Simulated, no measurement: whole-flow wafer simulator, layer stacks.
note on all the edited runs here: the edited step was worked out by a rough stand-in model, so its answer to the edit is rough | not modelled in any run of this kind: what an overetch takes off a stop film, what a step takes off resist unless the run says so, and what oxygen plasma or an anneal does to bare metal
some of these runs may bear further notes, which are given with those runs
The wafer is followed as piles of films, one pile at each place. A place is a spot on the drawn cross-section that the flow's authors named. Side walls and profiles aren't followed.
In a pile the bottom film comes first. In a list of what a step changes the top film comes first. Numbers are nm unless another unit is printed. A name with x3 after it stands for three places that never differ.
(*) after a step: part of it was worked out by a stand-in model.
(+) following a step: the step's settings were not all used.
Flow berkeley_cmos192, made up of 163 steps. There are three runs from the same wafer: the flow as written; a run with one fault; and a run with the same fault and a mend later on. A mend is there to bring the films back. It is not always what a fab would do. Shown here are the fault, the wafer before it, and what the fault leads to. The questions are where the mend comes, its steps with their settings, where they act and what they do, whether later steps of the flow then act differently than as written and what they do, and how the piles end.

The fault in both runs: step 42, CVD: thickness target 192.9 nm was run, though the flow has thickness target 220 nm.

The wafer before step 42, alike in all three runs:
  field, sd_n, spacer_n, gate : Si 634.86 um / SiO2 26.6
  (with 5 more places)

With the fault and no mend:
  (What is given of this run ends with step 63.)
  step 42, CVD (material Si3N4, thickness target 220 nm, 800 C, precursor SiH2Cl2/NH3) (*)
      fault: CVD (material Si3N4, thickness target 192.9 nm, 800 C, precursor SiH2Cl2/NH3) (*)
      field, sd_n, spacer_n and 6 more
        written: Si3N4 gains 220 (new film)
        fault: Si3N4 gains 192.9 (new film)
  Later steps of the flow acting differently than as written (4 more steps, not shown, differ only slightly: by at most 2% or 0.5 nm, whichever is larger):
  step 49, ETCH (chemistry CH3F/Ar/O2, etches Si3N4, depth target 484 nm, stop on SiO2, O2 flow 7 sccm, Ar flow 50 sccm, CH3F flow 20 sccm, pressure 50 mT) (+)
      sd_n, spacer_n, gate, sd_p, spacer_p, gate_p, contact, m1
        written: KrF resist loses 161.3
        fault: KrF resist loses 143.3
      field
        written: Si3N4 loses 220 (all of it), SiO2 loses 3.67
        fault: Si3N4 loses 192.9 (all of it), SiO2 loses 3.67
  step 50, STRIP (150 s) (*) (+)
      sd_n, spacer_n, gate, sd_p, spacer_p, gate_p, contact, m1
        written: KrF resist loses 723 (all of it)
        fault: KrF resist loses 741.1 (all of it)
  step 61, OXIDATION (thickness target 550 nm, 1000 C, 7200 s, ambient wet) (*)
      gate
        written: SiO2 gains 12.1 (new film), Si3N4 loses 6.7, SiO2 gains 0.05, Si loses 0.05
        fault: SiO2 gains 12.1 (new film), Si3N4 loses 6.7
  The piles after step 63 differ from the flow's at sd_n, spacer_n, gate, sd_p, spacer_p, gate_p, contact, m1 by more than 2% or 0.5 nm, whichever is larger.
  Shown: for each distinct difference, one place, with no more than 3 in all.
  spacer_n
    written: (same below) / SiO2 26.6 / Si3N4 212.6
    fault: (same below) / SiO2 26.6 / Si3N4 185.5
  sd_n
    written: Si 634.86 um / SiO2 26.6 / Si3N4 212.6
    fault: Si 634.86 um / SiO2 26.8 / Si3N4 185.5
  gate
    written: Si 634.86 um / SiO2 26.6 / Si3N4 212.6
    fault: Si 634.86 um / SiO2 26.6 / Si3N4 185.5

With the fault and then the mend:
  The mend stands after step 42.
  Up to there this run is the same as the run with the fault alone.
  step 42a, CVD (material Si3N4, thickness target 27.06 nm, 800 C, precursor SiH2Cl2/NH3) (*) (a further turn of the flow's step 42, with different settings)
      field, sd_n, spacer_n and 6 more
        Si3N4 gains 27.1
  Later steps of the flow that are run all act as written at every place that is followed, up to a difference of at most 2% or 0.5 nm, whichever is larger.
  The piles end the same as the flow's at every place that both follow.
